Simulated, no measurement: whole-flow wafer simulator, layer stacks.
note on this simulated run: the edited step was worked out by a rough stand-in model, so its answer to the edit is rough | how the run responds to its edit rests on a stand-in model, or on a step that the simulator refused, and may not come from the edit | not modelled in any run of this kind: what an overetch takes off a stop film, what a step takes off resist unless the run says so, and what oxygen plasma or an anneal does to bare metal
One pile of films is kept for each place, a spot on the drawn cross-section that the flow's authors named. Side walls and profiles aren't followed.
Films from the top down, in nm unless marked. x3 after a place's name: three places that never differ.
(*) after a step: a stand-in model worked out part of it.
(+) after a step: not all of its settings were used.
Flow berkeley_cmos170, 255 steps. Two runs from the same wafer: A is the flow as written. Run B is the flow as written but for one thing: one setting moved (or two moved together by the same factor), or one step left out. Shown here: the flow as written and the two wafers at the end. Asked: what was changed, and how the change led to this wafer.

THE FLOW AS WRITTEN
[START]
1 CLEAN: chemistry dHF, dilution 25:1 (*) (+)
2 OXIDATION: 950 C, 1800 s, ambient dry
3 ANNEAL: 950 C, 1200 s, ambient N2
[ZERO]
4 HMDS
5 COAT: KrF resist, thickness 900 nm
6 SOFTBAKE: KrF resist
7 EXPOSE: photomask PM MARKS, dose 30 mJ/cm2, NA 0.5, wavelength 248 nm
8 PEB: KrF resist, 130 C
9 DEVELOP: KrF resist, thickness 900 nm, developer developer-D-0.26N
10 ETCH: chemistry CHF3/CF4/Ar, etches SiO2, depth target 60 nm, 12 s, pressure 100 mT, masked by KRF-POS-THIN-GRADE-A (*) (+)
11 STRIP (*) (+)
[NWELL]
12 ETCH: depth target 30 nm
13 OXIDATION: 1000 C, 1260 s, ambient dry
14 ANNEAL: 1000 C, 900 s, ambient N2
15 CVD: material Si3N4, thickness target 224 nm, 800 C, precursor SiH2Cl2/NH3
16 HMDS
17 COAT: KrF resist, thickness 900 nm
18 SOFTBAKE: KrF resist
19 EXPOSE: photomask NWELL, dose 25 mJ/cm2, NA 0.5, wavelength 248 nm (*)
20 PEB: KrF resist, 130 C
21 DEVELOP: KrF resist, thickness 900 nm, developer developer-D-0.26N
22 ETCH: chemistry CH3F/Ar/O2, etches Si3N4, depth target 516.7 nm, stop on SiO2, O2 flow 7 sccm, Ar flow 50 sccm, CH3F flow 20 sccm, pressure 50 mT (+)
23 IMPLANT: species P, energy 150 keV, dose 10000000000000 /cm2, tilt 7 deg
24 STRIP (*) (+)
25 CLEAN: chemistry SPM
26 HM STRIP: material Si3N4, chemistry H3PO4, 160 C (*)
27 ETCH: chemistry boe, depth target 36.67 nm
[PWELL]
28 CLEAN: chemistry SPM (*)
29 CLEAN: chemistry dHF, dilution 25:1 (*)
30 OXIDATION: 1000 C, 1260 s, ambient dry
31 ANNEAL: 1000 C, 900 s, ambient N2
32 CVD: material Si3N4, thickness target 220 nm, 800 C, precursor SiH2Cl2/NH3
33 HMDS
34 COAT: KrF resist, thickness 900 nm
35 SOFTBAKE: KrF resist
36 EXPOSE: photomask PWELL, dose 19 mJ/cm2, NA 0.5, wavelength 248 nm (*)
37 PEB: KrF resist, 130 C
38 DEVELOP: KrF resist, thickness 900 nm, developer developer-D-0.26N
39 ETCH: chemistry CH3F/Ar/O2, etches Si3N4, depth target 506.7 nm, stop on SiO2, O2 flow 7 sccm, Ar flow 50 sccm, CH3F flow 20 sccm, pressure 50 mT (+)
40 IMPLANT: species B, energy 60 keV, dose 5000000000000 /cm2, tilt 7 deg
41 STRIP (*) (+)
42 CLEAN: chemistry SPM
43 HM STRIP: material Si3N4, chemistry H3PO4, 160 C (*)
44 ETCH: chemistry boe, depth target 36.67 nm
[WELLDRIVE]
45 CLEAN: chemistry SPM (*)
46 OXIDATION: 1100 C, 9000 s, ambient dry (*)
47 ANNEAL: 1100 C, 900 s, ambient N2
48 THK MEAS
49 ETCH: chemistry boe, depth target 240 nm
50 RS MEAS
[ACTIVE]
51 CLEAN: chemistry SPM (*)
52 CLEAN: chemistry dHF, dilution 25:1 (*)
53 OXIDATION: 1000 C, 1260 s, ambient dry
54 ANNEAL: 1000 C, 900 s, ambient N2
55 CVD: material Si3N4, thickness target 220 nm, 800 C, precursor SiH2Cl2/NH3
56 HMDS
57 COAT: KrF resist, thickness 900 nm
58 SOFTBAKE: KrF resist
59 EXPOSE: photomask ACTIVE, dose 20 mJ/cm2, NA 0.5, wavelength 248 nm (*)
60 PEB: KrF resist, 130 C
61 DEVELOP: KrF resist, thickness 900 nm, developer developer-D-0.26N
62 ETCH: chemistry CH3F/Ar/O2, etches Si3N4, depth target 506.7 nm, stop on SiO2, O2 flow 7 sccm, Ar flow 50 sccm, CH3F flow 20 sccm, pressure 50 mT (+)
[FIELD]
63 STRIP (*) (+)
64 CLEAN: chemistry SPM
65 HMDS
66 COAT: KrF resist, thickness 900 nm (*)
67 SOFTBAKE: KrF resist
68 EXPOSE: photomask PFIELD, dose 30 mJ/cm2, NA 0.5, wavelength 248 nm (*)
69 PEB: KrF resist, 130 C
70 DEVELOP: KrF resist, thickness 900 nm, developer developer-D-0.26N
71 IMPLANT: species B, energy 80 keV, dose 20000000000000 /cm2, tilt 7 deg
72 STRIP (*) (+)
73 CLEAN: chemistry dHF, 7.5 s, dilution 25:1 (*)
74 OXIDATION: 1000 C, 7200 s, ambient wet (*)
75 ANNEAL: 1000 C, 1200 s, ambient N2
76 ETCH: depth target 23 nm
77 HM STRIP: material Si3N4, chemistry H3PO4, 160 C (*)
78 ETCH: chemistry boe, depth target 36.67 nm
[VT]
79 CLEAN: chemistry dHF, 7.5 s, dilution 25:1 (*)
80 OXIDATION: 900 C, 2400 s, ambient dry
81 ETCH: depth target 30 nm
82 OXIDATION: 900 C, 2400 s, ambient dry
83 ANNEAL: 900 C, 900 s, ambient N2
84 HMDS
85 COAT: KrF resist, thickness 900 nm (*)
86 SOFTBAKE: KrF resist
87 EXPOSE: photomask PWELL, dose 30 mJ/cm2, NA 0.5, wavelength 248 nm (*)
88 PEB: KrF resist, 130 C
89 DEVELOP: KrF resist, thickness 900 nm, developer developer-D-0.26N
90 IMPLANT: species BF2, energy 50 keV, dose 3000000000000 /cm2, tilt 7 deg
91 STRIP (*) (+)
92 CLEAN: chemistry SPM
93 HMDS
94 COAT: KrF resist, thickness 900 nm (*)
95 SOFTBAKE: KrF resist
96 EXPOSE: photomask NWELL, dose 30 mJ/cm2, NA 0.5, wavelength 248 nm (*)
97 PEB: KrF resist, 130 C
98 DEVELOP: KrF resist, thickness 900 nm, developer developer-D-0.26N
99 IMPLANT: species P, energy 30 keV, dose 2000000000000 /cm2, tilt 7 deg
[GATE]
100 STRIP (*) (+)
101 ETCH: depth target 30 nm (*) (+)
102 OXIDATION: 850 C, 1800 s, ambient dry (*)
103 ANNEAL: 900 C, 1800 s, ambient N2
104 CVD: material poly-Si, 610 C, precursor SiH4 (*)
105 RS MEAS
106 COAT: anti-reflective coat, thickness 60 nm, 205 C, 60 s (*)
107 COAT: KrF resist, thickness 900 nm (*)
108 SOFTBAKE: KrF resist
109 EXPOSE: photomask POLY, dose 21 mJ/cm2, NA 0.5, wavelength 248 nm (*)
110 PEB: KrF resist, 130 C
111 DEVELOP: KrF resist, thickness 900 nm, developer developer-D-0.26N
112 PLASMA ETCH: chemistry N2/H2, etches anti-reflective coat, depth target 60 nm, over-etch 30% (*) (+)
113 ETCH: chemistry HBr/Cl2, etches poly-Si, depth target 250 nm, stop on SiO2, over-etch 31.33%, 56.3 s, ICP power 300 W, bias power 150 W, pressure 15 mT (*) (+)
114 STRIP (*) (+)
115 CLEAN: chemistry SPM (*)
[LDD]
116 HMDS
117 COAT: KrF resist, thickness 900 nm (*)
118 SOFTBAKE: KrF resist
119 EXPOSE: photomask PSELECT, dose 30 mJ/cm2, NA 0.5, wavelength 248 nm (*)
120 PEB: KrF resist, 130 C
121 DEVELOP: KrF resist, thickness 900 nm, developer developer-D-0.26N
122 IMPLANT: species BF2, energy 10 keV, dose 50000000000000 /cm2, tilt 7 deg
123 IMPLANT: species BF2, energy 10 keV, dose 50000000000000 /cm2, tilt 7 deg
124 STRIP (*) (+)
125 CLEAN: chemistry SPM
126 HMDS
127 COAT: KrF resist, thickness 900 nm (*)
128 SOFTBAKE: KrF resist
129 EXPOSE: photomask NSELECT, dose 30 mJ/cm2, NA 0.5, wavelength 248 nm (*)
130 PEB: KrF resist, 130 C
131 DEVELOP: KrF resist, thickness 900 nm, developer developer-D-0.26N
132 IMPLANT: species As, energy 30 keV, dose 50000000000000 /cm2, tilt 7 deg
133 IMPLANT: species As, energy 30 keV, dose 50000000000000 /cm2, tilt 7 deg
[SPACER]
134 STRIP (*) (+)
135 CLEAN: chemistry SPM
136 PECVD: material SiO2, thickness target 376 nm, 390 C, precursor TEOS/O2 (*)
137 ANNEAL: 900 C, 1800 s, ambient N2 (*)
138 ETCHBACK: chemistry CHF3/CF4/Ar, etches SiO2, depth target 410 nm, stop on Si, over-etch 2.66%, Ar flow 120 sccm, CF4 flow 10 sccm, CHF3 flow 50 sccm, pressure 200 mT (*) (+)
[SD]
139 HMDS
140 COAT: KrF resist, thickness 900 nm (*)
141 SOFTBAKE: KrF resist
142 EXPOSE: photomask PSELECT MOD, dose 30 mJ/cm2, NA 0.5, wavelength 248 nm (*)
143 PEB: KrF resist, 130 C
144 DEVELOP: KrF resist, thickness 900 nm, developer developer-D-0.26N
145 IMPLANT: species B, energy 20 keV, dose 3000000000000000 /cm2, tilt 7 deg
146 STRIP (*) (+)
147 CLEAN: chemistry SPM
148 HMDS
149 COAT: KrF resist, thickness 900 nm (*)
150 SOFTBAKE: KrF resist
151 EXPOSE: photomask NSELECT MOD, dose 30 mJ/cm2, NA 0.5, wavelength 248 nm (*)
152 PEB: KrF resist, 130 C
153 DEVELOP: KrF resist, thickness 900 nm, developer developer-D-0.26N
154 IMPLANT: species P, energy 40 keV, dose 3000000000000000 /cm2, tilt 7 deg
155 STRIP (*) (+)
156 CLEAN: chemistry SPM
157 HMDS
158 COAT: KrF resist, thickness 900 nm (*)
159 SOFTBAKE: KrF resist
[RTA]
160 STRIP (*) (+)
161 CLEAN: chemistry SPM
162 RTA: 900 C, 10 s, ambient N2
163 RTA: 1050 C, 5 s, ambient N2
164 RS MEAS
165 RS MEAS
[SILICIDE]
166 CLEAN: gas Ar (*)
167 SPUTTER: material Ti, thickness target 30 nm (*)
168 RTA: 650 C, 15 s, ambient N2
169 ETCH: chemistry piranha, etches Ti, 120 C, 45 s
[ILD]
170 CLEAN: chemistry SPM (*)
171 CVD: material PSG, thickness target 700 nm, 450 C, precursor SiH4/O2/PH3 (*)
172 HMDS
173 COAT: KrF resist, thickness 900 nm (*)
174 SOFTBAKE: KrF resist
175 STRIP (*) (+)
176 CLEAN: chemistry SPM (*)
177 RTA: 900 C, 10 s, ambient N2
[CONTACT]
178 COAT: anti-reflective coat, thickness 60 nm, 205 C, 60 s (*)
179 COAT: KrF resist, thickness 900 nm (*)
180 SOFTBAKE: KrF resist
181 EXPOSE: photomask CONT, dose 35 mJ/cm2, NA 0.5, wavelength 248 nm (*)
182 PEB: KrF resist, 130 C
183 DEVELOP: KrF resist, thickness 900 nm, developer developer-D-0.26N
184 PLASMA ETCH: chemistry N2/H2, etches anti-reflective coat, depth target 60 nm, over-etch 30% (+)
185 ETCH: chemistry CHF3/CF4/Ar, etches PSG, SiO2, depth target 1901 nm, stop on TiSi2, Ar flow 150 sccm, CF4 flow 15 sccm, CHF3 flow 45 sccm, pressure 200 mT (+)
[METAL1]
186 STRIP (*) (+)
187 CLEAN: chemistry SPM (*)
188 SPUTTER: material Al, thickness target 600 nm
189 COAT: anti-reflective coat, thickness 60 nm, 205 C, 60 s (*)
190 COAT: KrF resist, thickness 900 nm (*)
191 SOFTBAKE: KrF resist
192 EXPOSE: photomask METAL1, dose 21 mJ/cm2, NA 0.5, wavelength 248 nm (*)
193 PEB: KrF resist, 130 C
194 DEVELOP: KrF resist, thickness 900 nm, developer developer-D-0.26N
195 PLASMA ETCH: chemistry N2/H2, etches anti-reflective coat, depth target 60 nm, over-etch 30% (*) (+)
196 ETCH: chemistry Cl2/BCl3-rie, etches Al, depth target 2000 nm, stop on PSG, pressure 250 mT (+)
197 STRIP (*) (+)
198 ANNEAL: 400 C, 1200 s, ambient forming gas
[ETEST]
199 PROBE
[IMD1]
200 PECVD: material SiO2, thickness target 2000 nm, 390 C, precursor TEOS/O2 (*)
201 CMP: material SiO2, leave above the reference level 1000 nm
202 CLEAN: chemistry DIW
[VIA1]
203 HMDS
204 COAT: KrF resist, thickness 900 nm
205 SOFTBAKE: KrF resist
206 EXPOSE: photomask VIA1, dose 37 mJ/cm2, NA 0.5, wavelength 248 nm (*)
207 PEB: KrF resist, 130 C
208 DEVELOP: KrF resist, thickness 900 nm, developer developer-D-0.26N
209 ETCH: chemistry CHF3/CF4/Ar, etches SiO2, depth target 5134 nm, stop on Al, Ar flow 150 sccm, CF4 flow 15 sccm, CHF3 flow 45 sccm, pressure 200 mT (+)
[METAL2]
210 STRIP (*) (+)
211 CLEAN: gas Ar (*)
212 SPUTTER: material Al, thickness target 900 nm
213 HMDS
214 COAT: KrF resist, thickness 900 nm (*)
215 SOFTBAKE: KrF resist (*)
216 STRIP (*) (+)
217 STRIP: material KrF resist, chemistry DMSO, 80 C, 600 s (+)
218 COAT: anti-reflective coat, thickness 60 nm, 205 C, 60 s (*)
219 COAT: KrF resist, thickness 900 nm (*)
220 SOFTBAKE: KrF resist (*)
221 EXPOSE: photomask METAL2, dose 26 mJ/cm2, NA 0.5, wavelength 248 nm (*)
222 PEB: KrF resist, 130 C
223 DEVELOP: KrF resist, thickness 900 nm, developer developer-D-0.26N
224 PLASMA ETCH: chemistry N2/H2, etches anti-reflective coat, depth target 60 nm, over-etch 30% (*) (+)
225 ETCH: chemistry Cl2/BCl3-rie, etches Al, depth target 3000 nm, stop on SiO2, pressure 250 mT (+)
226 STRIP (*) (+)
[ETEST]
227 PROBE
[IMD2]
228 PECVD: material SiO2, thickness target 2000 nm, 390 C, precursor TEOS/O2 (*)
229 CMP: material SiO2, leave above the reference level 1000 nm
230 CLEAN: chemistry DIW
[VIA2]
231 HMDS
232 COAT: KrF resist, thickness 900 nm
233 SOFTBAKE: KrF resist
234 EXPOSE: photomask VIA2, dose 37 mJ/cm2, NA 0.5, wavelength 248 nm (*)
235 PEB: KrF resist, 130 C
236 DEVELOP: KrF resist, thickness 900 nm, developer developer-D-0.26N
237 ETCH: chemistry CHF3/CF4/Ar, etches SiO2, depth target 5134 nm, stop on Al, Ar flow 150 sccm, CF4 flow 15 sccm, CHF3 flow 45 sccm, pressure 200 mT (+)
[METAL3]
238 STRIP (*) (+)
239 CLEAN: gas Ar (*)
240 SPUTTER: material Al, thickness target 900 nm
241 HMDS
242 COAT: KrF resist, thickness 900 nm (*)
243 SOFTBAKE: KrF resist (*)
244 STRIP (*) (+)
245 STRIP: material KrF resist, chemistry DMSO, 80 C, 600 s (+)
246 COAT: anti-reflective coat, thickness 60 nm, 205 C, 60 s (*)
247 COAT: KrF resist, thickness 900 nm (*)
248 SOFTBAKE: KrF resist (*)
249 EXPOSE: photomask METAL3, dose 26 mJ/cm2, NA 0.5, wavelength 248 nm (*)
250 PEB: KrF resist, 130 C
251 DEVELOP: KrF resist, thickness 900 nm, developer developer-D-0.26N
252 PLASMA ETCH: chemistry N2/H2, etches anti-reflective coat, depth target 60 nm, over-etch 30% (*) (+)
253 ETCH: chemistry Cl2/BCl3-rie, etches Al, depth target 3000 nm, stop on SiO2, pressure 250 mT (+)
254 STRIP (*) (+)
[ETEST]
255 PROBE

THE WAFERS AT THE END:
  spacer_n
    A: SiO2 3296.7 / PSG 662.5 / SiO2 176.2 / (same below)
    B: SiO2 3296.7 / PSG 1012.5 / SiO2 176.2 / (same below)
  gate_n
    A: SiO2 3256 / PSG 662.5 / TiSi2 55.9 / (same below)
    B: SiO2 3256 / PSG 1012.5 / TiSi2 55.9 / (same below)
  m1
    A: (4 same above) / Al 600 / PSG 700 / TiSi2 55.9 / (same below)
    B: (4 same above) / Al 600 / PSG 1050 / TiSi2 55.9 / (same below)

The cause: step 171, CVD: thickness target 1050 nm was run, where the flow has thickness target 700 nm.
It can be read off the wafer: m1 has PSG 1050, and step 171 as written asks for 700 nm.

How the change led to this, step by step:
  171 CVD: material PSG, thickness target 700 nm, 450 C, precursor SiH4/O2/PH3 (*)
      field, sd_n, spacer_n and 9 more: A PSG +700 (new film) | B PSG +1050 (new film)
  178 COAT: anti-reflective coat, thickness 60 nm, 205 C, 60 s (*)
      field: A anti-reflective coat +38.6 (new film) | B anti-reflective coat +39.6 (new film)
      sd_n: A anti-reflective coat +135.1 (new film) | B anti-reflective coat +138 (new film)
      (and at 3 more places)
  184 PLASMA ETCH: chemistry N2/H2, etches anti-reflective coat, depth target 60 nm, over-etch 30% (+)
      field, sd_n, spacer_n and 8 more: A KrF resist -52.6 | B KrF resist -54
      contact: A anti-reflective coat -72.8 (all of it), PSG -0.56 | B anti-reflective coat -74.7 (all of it), PSG -0.57
  185 ETCH: chemistry CHF3/CF4/Ar, etches PSG, SiO2, depth target 1901 nm, stop on TiSi2, Ar flow 150 sccm, CF4 flow 15 sccm, CHF3 flow 45 sccm, pressure 200 mT (+)
      field, sd_n, spacer_n and 8 more: A KrF resist -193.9 | B KrF resist -281.4
      contact: A PSG -699.4 (all of it), TiSi2 -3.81 | B PSG -1049.4 (all of it), TiSi2 -3.81
  186 STRIP (*) (+)
      field: A KrF resist -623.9 (all of it), anti-reflective coat -38.6 (all of it) | B KrF resist -535.4 (all of it), anti-reflective coat -39.6 (all of it)
      sd_n: A KrF resist -643.8 (all of it), anti-reflective coat -135.1 (all of it) | B KrF resist -553.4 (all of it), anti-reflective coat -138 (all of it)
      (and at 9 more places)
  188 SPUTTER: material Al, thickness target 600 nm
      contact: A Al +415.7 (new film) | B Al +339.4 (new film)
  189 COAT: anti-reflective coat, thickness 60 nm, 205 C, 60 s (*)
      sd_n: A anti-reflective coat +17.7 (new film) | B anti-reflective coat +5.93 (new film)
      spacer_n: A anti-reflective coat +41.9 (new film) | B anti-reflective coat +42.8 (new film)
      (and at 3 more places)
  190 COAT: KrF resist, thickness 900 nm (*)
      sd_n: A KrF resist +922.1 (new film) | B KrF resist +892.6 (new film)
      contact: A KrF resist +1495.4 (new film) | B KrF resist +1763 (new film)
  193 PEB: KrF resist, 130 C
      contact: A KrF resist -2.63 | B KrF resist -3.2
  194 DEVELOP: KrF resist, thickness 900 nm, developer developer-D-0.26N
      sd_n: A KrF resist -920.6 (all of it) | B KrF resist -891.1 (all of it)
  195 PLASMA ETCH: chemistry N2/H2, etches anti-reflective coat, depth target 60 nm, over-etch 30% (*) (+)
      sd_n: A anti-reflective coat -17.7 (all of it) | B anti-reflective coat -5.93 (all of it)
      spacer_n: A anti-reflective coat -41.9 (all of it) | B anti-reflective coat -42.8 (all of it)
      (and at 1 more place)
  197 STRIP (*) (+)
      contact: A KrF resist -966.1 (all of it), anti-reflective coat -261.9 (all of it) | B KrF resist -1232.4 (all of it), anti-reflective coat -351.4 (all of it)
      via1: A KrF resist -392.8 (all of it), anti-reflective coat -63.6 (all of it) | B KrF resist -384.5 (all of it), anti-reflective coat -61.9 (all of it)
  200 PECVD: material SiO2, thickness target 2000 nm, 390 C, precursor TEOS/O2 (*)
      contact: A SiO2 +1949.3 (new film) | B SiO2 +1902.4 (new film)
  201 CMP: material SiO2, leave above the reference level 1000 nm
      contact: A SiO2 -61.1 | B nothing
  204 COAT: KrF resist, thickness 900 nm
      contact: A KrF resist +900 (new film) | B KrF resist +1299 (new film)
  207 PEB: KrF resist, 130 C
      contact: A KrF resist -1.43 | B KrF resist -2.22
  ... 8 more steps ...
  229 CMP: material SiO2, leave above the reference level 1000 nm
      contact: A SiO2 -1000 | B SiO2 -431.1
